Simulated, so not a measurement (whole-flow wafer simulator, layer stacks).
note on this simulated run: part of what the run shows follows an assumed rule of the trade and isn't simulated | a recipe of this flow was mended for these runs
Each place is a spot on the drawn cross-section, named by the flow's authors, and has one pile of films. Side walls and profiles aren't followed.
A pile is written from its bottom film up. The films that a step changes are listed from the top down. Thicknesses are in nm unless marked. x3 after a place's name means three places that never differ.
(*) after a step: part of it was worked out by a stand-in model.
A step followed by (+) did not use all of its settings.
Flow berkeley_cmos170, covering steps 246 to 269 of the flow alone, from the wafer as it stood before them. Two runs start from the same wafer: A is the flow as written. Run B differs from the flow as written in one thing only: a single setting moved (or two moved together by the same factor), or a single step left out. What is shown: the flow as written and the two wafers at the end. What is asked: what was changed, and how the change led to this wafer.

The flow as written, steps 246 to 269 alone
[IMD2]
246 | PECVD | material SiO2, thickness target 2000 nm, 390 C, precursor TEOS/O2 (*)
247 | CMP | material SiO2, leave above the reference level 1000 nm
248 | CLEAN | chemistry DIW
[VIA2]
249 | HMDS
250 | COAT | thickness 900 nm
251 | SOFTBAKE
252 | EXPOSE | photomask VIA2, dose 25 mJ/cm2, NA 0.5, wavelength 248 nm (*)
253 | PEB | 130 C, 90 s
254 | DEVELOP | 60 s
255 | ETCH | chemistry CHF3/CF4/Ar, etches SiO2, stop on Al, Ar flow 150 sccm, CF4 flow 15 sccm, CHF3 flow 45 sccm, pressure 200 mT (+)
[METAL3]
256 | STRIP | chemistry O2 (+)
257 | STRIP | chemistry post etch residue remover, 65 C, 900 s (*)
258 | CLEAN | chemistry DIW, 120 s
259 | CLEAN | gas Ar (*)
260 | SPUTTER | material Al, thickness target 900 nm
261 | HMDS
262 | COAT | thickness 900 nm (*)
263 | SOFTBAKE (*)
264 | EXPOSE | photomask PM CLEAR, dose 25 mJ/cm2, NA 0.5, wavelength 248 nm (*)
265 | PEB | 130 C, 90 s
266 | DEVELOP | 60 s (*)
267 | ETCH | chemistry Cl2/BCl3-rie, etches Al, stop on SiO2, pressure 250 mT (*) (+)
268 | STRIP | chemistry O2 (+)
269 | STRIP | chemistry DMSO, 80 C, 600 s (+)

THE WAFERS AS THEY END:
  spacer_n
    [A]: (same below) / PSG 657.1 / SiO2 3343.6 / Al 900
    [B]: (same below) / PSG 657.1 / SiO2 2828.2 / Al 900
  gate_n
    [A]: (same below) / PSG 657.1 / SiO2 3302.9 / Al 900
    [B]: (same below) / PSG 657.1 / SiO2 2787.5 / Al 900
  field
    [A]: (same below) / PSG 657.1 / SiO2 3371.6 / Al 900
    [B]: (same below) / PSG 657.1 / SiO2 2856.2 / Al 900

What caused this: step 246, PECVD: thickness target 1438 nm was run, though the flow has thickness target 2000 nm.

The path from the change to this, step by step:
  246 | PECVD | material SiO2, thickness target 2000 nm, 390 C, precursor TEOS/O2 (*)
      field, mark, sd_n, spacer_n, gate_n, sd_p, spacer_p, gate_p: A +2000 SiO2 | B +1438 SiO2
      contact, m1, m2, via2: A +2000 SiO2 (new film) | B +1438 SiO2 (new film)
      (and at 1 other place as well)
  247 | CMP | material SiO2, leave above the reference level 1000 nm
      field, sd_n, spacer_n, gate_n, sd_p, spacer_p, gate_p: A -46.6 SiO2 | B nothing
      contact, m1, via1, m2, via2: A -1000 SiO2 | B -438 SiO2
  250 | COAT | thickness 900 nm
      sd_n: A +900 KrF-resist (new film) | B +1110.1 KrF-resist (new film)
      gate_p: A +900 KrF-resist (new film) | B +919.8 KrF-resist (new film)
      (and at 5 other places as well)
  253 | PEB | 130 C, 90 s
      sd_n: A -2 KrF-resist | B -2.57 KrF-resist
      m2: A -2 KrF-resist | B -1.32 KrF-resist
      (and at 1 other place as well)
  254 | DEVELOP | 60 s
      via2: A -898 KrF-resist (all of it) | B -700.9 KrF-resist (all of it)
  256 | STRIP | chemistry O2 (+)
      sd_n: A -607.6 KrF-resist (all of it) | B -817.1 KrF-resist (all of it)
      sd_p: A -607.6 KrF-resist (all of it) | B -622.4 KrF-resist (all of it)
      (and at 6 other places as well)
  262 | COAT | thickness 900 nm (*)
      sd_n: A +899.3 KrF-resist (new film) | B +1108.4 KrF-resist (new film)
      contact: A +898.4 KrF-resist (new film) | B +702.6 KrF-resist (new film)
      (and at 4 other places as well)
  265 | PEB | 130 C, 90 s
      sd_n: A -2 KrF-resist | B -2.56 KrF-resist
      contact: A -2 KrF-resist | B -1.49 KrF-resist
      (and at 2 other places as well)
  268 | STRIP | chemistry O2 (+)
      field: A -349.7 KrF-resist (all of it) | B -357.6 KrF-resist (all of it)
      sd_n: A -349 KrF-resist (all of it) | B -557.5 KrF-resist (all of it)
      (and at 10 other places as well)
